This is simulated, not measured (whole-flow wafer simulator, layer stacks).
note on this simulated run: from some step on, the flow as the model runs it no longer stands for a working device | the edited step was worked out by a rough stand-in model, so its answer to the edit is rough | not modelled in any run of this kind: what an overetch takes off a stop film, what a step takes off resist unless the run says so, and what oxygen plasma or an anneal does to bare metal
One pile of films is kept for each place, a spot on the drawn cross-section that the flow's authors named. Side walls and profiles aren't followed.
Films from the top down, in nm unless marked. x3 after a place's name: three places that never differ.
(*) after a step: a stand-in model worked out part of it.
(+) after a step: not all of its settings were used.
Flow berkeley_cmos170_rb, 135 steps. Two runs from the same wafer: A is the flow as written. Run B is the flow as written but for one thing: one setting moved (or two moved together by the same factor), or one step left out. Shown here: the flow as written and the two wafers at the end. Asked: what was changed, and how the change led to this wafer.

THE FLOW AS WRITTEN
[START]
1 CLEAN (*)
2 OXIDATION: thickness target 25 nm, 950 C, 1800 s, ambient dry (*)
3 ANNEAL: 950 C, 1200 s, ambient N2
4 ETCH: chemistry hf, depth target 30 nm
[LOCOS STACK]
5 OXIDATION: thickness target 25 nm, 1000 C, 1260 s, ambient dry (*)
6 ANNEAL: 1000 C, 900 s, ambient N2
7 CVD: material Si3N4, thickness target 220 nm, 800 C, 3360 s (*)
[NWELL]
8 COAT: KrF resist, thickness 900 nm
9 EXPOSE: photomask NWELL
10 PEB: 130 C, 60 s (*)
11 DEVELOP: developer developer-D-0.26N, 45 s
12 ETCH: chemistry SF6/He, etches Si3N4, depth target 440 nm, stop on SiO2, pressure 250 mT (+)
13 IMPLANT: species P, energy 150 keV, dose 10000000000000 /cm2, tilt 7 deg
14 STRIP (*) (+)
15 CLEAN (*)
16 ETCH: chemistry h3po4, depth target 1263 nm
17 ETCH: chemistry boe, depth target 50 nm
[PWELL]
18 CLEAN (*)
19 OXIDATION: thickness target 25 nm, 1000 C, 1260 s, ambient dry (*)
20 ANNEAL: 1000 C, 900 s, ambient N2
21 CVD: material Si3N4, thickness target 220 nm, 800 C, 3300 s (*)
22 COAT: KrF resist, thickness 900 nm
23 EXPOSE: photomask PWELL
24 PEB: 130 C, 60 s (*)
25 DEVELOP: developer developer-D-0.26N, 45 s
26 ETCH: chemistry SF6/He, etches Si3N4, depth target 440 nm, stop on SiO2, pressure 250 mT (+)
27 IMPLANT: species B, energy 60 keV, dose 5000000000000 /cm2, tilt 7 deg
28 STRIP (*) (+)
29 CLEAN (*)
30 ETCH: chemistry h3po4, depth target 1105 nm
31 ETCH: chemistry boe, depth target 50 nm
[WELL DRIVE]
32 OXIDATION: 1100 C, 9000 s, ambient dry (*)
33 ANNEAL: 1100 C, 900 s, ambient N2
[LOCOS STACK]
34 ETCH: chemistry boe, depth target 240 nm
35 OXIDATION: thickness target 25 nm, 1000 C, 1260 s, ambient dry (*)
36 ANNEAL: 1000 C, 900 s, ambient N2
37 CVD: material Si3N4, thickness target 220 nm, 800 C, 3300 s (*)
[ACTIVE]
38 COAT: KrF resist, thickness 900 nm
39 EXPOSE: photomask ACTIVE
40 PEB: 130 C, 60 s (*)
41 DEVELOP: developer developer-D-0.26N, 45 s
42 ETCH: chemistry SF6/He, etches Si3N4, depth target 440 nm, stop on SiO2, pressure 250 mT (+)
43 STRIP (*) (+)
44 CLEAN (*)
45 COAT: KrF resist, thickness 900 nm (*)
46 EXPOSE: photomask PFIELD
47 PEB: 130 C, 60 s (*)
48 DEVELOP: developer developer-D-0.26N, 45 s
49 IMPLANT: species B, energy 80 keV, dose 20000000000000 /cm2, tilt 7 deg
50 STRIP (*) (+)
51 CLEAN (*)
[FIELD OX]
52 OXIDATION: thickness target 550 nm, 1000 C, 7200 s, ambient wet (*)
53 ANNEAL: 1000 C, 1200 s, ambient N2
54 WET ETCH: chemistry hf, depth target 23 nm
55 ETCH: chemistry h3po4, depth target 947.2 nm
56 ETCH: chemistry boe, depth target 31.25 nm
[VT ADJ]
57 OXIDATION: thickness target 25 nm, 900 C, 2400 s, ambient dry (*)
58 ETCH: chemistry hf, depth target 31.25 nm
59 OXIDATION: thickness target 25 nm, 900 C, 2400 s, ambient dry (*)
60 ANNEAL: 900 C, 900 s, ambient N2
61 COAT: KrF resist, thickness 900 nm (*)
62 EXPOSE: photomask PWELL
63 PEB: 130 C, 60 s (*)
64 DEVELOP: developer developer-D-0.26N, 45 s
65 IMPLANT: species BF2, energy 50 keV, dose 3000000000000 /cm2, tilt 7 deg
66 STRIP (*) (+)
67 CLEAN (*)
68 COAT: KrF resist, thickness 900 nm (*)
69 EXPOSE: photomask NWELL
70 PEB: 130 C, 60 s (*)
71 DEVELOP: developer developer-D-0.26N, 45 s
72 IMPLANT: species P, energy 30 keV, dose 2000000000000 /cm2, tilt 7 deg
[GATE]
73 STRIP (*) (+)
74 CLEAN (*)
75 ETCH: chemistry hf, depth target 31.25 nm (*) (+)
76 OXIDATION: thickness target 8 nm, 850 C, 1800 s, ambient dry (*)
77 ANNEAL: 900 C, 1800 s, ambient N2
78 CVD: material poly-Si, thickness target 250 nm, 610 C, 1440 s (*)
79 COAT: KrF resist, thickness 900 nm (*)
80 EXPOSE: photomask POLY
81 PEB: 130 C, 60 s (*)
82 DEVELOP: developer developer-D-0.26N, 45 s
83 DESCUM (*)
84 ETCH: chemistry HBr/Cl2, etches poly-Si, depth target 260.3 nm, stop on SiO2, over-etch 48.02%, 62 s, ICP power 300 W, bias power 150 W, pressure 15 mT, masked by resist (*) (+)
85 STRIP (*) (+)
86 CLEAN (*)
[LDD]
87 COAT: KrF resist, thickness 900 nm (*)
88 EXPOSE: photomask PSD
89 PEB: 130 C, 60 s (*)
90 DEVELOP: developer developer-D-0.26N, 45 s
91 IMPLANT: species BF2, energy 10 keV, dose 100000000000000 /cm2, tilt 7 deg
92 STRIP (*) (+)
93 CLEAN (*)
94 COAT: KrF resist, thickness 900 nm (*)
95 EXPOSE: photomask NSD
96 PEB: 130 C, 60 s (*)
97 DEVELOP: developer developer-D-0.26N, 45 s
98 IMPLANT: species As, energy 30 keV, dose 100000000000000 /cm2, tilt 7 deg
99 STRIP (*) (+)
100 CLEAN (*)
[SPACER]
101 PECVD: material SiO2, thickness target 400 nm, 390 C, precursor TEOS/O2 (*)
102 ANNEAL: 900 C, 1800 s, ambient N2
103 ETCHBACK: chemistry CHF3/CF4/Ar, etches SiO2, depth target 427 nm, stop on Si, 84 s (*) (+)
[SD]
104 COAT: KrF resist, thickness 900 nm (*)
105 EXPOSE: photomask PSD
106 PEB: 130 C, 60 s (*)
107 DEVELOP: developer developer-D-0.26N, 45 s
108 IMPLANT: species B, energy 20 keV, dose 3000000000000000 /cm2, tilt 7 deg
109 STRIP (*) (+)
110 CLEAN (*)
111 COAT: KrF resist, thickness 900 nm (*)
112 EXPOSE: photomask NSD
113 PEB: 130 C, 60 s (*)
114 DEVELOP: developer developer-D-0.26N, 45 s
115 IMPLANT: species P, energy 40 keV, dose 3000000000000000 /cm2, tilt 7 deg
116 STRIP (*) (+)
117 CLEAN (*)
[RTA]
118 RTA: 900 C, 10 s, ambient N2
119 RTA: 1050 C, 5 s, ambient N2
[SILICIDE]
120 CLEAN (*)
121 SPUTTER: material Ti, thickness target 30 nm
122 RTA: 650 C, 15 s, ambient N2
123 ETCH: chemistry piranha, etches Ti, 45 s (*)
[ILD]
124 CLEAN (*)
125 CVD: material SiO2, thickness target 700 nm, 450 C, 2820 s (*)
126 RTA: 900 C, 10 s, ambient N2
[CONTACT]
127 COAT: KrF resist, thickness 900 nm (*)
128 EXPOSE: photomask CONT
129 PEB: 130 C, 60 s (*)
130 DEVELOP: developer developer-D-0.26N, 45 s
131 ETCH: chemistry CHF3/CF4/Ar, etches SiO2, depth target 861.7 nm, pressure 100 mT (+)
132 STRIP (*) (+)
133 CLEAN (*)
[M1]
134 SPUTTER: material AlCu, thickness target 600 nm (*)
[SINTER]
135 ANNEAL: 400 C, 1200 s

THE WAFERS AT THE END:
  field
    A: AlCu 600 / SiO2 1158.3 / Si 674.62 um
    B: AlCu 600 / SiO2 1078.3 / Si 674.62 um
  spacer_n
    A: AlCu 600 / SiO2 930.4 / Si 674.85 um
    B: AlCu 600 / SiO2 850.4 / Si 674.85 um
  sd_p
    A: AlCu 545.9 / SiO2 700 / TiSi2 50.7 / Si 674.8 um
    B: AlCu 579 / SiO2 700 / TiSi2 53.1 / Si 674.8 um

The cause: step 101, PECVD: thickness target 320 nm was run, where the flow has thickness target 400 nm.

How the change led to this, step by step:
  101 PECVD: material SiO2, thickness target 400 nm, 390 C, precursor TEOS/O2 (*)
      field, sd_n, contact, m1: A SiO2 +400 | B SiO2 +320
      gate, gate_p: A SiO2 +400 (new film) | B SiO2 +320 (new film)
      (and at 3 more places)
  103 ETCHBACK: chemistry CHF3/CF4/Ar, etches SiO2, depth target 427 nm, stop on Si, 84 s (*) (+)
      sd_n, contact, m1: A SiO2 -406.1 (all of it) | B SiO2 -326.1 (all of it)
      spacer_n, spacer_p: A SiO2 -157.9 | B SiO2 -161.8
      (and at 3 more places)
  104 COAT: KrF resist, thickness 900 nm (*)
      field: A KrF resist +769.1 (new film) | B KrF resist +814.5 (new film)
      sd_n: A KrF resist +982.1 (new film) | B KrF resist +949.9 (new film)
      (and at 7 more places)
  107 DEVELOP: developer developer-D-0.26N, 45 s
      sd_p: A KrF resist -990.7 (all of it) | B KrF resist -959.9 (all of it)
      spacer_p: A KrF resist -767.7 (all of it) | B KrF resist -820.4 (all of it)
      (and at 1 more place)
  109 STRIP (*) (+)
      field: A KrF resist -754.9 (all of it) | B KrF resist -800.3 (all of it)
      sd_n: A KrF resist -967.9 (all of it) | B KrF resist -935.7 (all of it)
      (and at 4 more places)
  111 COAT: KrF resist, thickness 900 nm (*)
      field: A KrF resist +769.1 (new film) | B KrF resist +814.5 (new film)
      sd_n: A KrF resist +982.1 (new film) | B KrF resist +949.9 (new film)
      (and at 7 more places)
  114 DEVELOP: developer developer-D-0.26N, 45 s
      sd_n: A KrF resist -982.1 (all of it) | B KrF resist -949.9 (all of it)
      spacer_n: A KrF resist -766.3 (all of it) | B KrF resist -819.7 (all of it)
      (and at 2 more places)
  116 STRIP (*) (+)
      field: A KrF resist -754.9 (all of it) | B KrF resist -800.3 (all of it)
      sd_p: A KrF resist -976.5 (all of it) | B KrF resist -945.7 (all of it)
      (and at 3 more places)
  121 SPUTTER: material Ti, thickness target 30 nm
      sd_p: A Ti +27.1 (new film) | B Ti +28.4 (new film)
  122 RTA: 650 C, 15 s, ambient N2
      sd_p: A Ti -21.1, TiSi first +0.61 (new film), TiSi2 C49 +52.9 (new film), Si -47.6 | B Ti -22.2, TiSi first +3.11 (new film), TiSi2 C49 +51.8 (new film), Si -48.3
  126 RTA: 900 C, 10 s, ambient N2
      sd_p: A under 1 film: TiSi2 +50.7 (new film), TiSi first -0.61 (all of it), TiSi2 C49 -52.9 (all of it), Si -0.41 | B under 1 film: TiSi2 +53.1 (new film), TiSi first -3.11 (all of it), TiSi2 C49 -51.8 (all of it), Si -2.07
  127 COAT: KrF resist, thickness 900 nm (*)
      field: A KrF resist +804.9 (new film) | B KrF resist +838.7 (new film)
      sd_n: A KrF resist +1010 (new film) | B KrF resist +968 (new film)
      (and at 7 more places)
  130 DEVELOP: developer developer-D-0.26N, 45 s
      contact: A KrF resist -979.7 (all of it) | B KrF resist -949.8 (all of it)
  132 STRIP (*) (+)
      field: A KrF resist -575.3 (all of it) | B KrF resist -609.1 (all of it)
      sd_n: A KrF resist -780.4 (all of it) | B KrF resist -738.4 (all of it)
      (and at 6 more places)
  134 SPUTTER: material AlCu, thickness target 600 nm (*)
      sd_p: A AlCu +545.9 (new film) | B AlCu +579 (new film)
